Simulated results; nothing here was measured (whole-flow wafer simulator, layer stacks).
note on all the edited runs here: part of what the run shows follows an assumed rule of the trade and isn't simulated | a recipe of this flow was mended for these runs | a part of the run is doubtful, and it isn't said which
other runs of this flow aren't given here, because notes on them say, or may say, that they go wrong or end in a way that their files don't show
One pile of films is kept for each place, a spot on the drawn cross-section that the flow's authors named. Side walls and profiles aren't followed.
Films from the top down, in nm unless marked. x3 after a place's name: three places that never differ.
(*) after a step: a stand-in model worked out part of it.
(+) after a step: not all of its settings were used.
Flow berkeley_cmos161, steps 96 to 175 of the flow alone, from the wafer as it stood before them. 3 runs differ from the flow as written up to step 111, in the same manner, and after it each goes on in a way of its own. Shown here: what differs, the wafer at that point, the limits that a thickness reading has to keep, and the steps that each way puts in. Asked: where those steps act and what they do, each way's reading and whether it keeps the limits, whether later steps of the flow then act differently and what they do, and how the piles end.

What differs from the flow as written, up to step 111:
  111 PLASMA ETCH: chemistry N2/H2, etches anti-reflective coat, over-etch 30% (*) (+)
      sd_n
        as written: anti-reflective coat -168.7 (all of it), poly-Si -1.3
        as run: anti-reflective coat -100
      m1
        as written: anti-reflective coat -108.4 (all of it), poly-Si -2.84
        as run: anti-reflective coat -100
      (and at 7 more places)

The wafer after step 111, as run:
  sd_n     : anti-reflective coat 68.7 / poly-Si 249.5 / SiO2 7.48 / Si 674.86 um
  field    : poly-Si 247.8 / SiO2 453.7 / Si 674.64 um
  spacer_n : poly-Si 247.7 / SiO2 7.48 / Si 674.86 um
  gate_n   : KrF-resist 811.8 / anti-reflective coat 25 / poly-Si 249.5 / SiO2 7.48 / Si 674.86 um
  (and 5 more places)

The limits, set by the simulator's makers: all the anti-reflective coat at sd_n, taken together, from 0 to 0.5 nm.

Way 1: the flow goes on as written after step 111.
  The reading after step 111: 68.7 nm, outside the limits.
  Later steps of the flow that act differently than as written (21 more steps differ only slightly, by at most 2% or 0.5 nm, whichever is larger, and aren't shown):
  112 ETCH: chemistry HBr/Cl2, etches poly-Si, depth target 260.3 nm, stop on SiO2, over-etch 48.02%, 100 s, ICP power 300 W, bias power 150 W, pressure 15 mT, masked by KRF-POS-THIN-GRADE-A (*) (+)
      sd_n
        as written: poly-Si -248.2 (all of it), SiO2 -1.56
        this way: anti-reflective coat -68.7 (all of it), poly-Si -249.5 (all of it), SiO2 -0.06
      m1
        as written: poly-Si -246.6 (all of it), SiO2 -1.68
        this way: anti-reflective coat -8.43 (all of it), poly-Si -249.5 (all of it), SiO2 -0.6
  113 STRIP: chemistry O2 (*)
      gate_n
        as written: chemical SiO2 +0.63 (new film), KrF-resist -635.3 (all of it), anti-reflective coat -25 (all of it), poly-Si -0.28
        this way: chemical SiO2 +0.64 (new film), KrF-resist -683.4 (all of it), anti-reflective coat -25 (all of it), poly-Si -0.28
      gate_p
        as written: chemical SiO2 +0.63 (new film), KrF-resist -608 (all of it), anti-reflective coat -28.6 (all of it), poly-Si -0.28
        this way: chemical SiO2 +0.64 (new film), KrF-resist -656.1 (all of it), anti-reflective coat -28.6 (all of it), poly-Si -0.28
  At the end the piles differ from the flow's only slightly at the places that both follow, by at most 2% or 0.5 nm, whichever is larger.

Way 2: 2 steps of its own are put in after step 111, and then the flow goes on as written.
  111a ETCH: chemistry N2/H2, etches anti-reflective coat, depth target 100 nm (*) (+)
      field, spacer_n, sd_p, spacer_p, contact
        poly-Si -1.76
      gate_n, gate_p
        KrF-resist -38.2
      sd_n
        anti-reflective coat -68.7 (all of it), poly-Si -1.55
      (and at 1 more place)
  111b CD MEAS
      changes no film at any place that is followed
  The reading after step 111b: 0 nm, within the limits.
  No later step of the flow acts differently than as written, at any place that is followed, by more than 2% or 0.5 nm, whichever is larger.
  At the end the piles differ from the flow's only slightly at the places that both follow, by at most 2% or 0.5 nm, whichever is larger.

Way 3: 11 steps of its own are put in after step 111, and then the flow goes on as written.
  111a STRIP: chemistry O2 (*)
      field, spacer_n, sd_p, spacer_p, contact
        chemical SiO2 +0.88 (new film), poly-Si -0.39
      sd_n
        chemical SiO2 +0.67 (new film), anti-reflective coat -68.7 (all of it), poly-Si -0.29
      gate_n
        chemical SiO2 +0.67 (new film), KrF-resist -811.8 (all of it), anti-reflective coat -25 (all of it), poly-Si -0.29
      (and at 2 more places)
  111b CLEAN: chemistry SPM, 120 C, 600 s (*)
      sd_n, gate_n, gate_p, m1
        chemical SiO2 +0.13, poly-Si -0.06
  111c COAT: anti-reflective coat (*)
      field
        anti-reflective coat +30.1 (new film)
      sd_n
        anti-reflective coat +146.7 (new film)
      spacer_n
        anti-reflective coat +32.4 (new film)
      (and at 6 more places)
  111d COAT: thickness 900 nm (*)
      field
        KrF-resist +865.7 (new film)
      sd_n
        KrF-resist +922.3 (new film)
      spacer_n
        KrF-resist +1024.6 (new film)
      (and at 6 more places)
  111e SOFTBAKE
      changes no film at any place that is followed
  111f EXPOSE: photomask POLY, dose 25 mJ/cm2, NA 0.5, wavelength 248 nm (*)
      changes no film at any place that is followed
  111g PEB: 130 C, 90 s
      spacer_n, gate_n
        KrF-resist -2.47
      sd_p, m1
        KrF-resist -2.28
      spacer_p, contact
        KrF-resist -2.4
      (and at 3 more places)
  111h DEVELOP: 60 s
      gate_n, gate_p
        KrF-resist -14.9
      field
        KrF-resist -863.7 (all of it)
      sd_n
        KrF-resist -920.1 (all of it)
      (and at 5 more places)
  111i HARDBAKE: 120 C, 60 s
      gate_n
        KrF-resist -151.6
      gate_p
        KrF-resist -148.3
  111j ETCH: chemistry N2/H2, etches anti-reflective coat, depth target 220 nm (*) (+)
      gate_n, gate_p
        KrF-resist -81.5
      field
        anti-reflective coat -30.1 (all of it), chemical SiO2 -0.88 (all of it), poly-Si -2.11
      sd_n
        anti-reflective coat -146.7 (all of it), chemical SiO2 -0.8 (all of it)
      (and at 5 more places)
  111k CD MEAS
      changes no film at any place that is followed
  The reading after step 111k: 0 nm, within the limits.
  Later steps of the flow that act differently than as written (14 more steps differ only slightly, by at most 2% or 0.5 nm, whichever is larger, and aren't shown):
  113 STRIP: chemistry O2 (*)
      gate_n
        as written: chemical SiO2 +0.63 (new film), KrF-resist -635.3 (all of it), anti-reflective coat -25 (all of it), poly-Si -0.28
        this way: KrF-resist -646.1 (all of it), anti-reflective coat -28.4 (all of it), chemical SiO2 +0.07
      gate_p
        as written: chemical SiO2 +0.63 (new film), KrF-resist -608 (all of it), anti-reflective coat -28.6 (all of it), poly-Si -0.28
        this way: KrF-resist -627.6 (all of it), anti-reflective coat -28 (all of it), chemical SiO2 +0.07
  At the end the piles differ from the flow's only slightly at the places that both follow, by at most 2% or 0.5 nm, whichever is larger.

Within the limits: way 2, way 3. Outside them: way 1.
